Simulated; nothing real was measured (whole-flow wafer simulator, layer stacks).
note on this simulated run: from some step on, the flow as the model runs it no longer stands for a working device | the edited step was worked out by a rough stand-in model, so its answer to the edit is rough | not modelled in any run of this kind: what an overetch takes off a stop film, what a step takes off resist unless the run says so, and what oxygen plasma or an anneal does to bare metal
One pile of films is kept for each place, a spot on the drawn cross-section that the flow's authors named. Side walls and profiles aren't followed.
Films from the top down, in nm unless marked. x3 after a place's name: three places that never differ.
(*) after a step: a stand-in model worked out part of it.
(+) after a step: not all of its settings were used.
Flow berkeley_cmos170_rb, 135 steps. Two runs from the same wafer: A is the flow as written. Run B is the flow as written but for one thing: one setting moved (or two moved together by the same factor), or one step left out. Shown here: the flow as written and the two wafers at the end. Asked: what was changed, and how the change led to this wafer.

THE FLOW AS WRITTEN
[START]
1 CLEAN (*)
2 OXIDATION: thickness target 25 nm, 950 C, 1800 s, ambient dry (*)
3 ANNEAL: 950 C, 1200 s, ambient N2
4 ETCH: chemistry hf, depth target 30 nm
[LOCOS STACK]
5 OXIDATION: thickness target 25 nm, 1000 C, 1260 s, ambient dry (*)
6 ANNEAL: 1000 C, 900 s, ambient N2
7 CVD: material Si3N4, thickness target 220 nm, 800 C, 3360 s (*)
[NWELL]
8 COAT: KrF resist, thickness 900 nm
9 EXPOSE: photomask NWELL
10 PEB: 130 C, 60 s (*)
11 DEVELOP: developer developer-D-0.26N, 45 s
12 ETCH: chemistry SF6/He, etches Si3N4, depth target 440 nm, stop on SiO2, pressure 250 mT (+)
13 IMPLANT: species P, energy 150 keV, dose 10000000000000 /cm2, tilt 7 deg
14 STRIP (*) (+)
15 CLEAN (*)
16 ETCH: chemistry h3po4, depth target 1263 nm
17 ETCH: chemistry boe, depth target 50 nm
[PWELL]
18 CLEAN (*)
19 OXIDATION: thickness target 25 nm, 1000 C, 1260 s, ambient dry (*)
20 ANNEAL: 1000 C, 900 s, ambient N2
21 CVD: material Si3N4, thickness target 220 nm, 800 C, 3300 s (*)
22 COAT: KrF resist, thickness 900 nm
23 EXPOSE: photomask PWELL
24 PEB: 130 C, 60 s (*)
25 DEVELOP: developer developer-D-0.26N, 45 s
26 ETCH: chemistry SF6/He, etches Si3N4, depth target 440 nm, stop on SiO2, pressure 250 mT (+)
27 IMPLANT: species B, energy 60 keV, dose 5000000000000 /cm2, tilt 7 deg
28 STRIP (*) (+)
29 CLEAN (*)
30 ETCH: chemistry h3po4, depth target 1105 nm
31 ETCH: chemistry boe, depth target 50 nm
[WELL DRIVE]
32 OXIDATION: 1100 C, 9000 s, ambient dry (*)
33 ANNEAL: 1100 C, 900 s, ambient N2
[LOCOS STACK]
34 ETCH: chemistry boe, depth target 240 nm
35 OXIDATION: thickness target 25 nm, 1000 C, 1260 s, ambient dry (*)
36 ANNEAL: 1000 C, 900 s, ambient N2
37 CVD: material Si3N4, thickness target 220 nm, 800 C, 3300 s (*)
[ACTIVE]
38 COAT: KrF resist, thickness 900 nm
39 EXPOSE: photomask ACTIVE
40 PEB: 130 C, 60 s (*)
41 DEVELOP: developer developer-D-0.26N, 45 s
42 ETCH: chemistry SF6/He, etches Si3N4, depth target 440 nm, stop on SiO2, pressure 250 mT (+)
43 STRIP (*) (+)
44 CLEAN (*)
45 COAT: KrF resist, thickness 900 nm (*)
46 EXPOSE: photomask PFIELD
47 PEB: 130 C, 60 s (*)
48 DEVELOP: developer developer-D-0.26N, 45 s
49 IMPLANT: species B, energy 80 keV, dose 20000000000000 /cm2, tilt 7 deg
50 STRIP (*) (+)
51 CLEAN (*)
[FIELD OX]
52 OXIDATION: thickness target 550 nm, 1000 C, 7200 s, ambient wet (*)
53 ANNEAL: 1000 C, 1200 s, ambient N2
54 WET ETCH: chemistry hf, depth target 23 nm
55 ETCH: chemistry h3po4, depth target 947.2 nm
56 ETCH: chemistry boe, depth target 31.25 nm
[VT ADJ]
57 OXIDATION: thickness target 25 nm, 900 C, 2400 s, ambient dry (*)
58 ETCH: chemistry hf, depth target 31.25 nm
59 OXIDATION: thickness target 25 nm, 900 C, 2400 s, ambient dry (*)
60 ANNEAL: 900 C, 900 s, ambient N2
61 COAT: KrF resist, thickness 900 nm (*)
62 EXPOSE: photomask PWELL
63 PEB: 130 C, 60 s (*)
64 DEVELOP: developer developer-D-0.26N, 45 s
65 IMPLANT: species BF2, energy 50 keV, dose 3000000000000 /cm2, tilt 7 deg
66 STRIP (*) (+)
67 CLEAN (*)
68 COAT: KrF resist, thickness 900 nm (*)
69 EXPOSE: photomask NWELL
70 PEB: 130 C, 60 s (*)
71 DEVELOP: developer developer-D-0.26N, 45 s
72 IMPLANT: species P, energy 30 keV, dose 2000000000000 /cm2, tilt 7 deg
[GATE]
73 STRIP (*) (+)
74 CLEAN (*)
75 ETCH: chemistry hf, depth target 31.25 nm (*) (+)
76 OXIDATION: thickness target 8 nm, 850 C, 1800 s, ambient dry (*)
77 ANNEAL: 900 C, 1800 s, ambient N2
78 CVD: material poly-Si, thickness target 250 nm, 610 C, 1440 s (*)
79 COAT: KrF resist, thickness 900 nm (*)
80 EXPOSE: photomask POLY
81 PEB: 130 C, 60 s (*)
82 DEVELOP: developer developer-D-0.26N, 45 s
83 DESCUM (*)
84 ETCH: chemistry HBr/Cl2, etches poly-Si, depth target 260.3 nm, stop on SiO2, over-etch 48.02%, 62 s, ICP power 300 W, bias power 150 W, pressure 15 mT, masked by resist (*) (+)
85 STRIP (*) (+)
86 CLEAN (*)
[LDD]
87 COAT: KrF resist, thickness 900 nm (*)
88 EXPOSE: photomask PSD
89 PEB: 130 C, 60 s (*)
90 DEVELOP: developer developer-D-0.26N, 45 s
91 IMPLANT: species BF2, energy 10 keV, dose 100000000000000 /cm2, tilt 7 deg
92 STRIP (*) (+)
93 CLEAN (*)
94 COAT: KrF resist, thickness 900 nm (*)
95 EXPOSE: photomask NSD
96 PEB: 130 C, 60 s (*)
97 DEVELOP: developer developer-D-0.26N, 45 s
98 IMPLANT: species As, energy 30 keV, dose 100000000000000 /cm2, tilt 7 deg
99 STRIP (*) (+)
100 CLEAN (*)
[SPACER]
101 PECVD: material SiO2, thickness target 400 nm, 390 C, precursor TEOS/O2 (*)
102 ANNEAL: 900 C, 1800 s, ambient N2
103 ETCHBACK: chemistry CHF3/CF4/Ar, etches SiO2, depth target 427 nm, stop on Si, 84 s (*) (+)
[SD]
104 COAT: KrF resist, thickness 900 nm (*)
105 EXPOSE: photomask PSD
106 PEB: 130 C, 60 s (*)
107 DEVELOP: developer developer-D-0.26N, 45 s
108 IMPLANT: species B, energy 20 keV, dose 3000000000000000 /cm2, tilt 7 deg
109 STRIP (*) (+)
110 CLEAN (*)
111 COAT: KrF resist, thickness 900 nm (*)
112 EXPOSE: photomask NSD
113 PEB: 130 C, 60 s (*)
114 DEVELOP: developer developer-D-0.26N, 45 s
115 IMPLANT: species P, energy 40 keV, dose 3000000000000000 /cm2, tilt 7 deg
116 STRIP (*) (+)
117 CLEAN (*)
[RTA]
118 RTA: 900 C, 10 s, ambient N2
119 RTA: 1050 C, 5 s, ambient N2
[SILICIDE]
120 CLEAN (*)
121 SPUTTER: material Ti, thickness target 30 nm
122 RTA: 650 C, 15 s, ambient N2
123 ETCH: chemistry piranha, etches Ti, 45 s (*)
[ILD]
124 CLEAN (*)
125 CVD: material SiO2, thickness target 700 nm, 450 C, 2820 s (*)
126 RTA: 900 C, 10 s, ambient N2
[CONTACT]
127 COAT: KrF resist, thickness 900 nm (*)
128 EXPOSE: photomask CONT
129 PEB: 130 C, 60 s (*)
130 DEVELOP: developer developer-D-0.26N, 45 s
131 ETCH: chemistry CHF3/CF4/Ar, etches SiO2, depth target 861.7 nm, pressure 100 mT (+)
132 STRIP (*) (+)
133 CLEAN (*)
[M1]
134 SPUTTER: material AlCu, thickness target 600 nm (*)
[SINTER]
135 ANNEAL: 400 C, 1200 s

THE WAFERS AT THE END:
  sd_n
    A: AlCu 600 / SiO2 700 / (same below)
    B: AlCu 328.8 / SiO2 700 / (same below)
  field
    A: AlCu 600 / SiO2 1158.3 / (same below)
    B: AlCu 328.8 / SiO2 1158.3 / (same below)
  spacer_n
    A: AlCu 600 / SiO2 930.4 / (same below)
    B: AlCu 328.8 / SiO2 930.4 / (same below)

The cause: step 134, SPUTTER: thickness target 328.8 nm was run, where the flow has thickness target 600 nm.
It can be read off the wafer: sd_n has AlCu 328.8, and step 134 as written asks for 600 nm.

How the change led to this, step by step:
  134 SPUTTER: material AlCu, thickness target 600 nm (*)
      field, sd_n, spacer_n, gate, spacer_p, gate_p, m1: A AlCu +600 (new film) | B AlCu +328.8 (new film)
      sd_p: A AlCu +545.9 (new film) | B AlCu +293.4 (new film)
      (and at 1 more place)
